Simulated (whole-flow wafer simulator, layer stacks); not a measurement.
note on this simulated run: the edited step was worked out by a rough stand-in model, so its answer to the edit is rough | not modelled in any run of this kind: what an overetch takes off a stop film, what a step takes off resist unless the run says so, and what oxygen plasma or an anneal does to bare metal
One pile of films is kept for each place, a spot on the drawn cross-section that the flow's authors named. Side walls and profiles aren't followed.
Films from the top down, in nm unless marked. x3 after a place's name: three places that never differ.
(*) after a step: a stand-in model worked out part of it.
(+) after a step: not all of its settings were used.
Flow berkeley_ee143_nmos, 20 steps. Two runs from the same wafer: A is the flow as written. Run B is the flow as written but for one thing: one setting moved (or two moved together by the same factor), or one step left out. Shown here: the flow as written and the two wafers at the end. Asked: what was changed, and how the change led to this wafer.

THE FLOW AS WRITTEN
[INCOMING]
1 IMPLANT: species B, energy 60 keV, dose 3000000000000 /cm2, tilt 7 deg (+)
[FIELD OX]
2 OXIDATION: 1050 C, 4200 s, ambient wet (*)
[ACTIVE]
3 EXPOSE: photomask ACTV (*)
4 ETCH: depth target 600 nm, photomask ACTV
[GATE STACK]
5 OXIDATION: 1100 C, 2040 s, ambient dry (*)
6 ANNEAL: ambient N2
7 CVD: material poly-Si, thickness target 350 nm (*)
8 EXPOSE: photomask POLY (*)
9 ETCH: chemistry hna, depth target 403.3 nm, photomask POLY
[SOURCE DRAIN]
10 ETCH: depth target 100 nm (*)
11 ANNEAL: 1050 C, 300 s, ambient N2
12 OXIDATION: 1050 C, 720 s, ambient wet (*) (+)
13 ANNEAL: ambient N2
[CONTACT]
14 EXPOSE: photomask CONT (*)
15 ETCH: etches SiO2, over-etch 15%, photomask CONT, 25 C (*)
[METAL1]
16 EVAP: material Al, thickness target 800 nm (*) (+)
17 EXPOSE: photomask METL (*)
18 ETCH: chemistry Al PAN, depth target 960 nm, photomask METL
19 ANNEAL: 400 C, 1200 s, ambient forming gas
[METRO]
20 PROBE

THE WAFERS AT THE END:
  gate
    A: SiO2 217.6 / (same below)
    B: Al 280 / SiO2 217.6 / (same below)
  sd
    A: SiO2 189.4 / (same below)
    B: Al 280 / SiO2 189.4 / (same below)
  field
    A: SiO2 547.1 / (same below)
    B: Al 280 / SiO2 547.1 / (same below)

The cause: step 16, EVAP: thickness target 1240 nm was run, where the flow has thickness target 800 nm.

How the change led to this, step by step:
  16 EVAP: material Al, thickness target 800 nm (*) (+)
      gate, sd, contact, field: A Al +800 (new film) | B Al +1240 (new film)
  18 ETCH: chemistry Al PAN, depth target 960 nm, photomask METL
      gate, sd, field: A Al -800 (all of it) | B Al -960
Counting metal films that touch as one body, gate has 1 body; the flow as written gives 0 bodies.
Counting metal films that touch as one body, sd has 1 body; the flow as written gives 0 bodies.
Counting metal films that touch as one body, field has 1 body; the flow as written gives 0 bodies.
